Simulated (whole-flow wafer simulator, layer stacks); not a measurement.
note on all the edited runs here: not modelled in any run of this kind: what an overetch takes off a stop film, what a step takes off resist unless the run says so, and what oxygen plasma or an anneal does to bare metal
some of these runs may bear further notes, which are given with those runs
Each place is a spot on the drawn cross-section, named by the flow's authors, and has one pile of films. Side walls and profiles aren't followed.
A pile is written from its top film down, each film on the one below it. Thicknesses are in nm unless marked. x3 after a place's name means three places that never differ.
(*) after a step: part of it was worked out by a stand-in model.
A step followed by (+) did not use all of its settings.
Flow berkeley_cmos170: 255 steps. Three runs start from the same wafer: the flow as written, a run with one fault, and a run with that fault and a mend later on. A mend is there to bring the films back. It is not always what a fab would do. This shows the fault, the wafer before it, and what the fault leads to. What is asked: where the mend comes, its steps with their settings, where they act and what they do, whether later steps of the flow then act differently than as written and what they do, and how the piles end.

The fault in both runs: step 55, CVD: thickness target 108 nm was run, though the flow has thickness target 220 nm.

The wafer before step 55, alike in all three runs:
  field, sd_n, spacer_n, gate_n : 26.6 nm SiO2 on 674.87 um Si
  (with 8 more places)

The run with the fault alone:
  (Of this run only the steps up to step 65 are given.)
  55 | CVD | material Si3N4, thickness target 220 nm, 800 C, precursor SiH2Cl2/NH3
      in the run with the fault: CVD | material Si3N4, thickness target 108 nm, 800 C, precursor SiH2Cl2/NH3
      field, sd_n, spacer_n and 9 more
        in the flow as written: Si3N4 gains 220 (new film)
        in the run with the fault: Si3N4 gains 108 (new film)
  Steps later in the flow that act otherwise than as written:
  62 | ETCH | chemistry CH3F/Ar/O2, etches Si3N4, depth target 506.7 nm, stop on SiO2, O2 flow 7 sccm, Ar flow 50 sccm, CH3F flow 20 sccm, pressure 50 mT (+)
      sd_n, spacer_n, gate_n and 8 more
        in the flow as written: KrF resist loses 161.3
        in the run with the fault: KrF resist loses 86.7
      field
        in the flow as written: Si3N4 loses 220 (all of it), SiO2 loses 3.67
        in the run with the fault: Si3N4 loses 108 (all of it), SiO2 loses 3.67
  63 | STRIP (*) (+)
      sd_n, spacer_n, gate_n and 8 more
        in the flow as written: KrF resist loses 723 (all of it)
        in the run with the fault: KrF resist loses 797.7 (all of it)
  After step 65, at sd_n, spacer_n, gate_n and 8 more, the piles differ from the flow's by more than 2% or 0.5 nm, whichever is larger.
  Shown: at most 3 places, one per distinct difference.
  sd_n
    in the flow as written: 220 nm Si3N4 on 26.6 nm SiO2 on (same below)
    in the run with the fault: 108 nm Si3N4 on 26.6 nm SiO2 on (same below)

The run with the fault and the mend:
  After step 61 comes the mend.
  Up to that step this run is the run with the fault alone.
  61a | STRIP (*) (+)
      sd_n, spacer_n, gate_n and 8 more
        KrF resist loses 884.4 (all of it)
  61b | CLEAN | chemistry SPM
      leaves every film unchanged at each place that is followed
  61c | CVD | material Si3N4, thickness target 112 nm, 800 C, precursor SiH2Cl2/NH3 (a further turn of the flow's step 55, with different settings)
      field, sd_n, spacer_n and 9 more
        Si3N4 gains 112
  61d | HMDS (a further turn of the flow's step 56)
      leaves every film unchanged at each place that is followed
  61e | COAT | KrF resist, thickness 900 nm (a further turn of the flow's step 57)
      field, sd_n, spacer_n and 9 more
        KrF resist gains 900 (new film)
  61f | SOFTBAKE | KrF resist (a further turn of the flow's step 58)
      leaves every film unchanged at each place that is followed
  61g | EXPOSE | photomask ACTIVE, dose 20 mJ/cm2, NA 0.5, wavelength 248 nm (*) (a further turn of the flow's step 59)
      leaves every film unchanged at each place that is followed
  61h | PEB | KrF resist, 130 C (a further turn of the flow's step 60)
      field, sd_n, spacer_n and 9 more
        KrF resist loses 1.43
  61i | DEVELOP | KrF resist, thickness 900 nm, developer developer-D-0.26N (a further turn of the flow's step 61)
      sd_n, spacer_n, gate_n and 8 more
        KrF resist loses 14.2
      field
        KrF resist loses 898.6 (all of it)
  None of the later steps of the flow acts differently than as written at any place that is followed.
  By the end, the piles equal the flow's at every place that both follow.
